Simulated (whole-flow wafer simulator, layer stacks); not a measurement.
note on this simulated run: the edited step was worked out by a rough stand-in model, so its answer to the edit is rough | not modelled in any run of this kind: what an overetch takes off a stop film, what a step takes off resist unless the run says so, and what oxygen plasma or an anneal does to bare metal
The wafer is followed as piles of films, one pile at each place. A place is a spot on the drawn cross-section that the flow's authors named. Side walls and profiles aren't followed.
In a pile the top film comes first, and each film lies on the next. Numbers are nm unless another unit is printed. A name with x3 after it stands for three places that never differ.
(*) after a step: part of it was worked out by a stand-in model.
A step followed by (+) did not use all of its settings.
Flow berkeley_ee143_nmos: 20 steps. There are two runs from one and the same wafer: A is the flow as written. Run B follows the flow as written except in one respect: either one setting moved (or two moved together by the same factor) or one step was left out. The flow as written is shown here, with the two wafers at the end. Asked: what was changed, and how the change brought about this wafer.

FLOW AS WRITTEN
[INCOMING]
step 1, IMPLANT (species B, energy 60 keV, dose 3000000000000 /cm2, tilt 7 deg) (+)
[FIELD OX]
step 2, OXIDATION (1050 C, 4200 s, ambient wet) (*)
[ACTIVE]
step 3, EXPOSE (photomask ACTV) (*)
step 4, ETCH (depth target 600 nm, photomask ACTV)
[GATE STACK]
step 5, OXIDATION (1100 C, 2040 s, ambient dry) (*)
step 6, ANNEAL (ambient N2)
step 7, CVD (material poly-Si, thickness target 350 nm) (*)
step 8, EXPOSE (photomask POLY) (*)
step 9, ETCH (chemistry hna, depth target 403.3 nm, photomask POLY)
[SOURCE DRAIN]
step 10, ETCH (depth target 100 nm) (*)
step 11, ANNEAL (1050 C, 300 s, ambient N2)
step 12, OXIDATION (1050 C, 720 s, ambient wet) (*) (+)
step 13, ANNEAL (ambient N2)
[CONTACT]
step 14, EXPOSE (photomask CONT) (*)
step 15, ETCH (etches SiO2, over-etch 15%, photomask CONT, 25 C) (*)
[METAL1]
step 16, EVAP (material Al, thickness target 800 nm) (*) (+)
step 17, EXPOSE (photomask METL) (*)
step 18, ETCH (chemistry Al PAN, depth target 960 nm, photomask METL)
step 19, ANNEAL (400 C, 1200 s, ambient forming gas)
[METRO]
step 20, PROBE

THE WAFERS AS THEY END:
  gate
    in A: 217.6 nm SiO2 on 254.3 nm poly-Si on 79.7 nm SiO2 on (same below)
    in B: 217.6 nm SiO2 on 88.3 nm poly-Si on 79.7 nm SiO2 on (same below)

The reason: step 7, CVD: thickness target 184 nm was run, though the flow has thickness target 350 nm.

How this came from the change, step by step:
  step 7, CVD (material poly-Si, thickness target 350 nm) (*)
      gate, sd, contact, field: A +350 poly-Si (new film) | B +184 poly-Si (new film)
  step 9, ETCH (chemistry hna, depth target 403.3 nm, photomask POLY)
      sd, contact, field: A -350 poly-Si (all of it) | B -184 poly-Si (all of it)
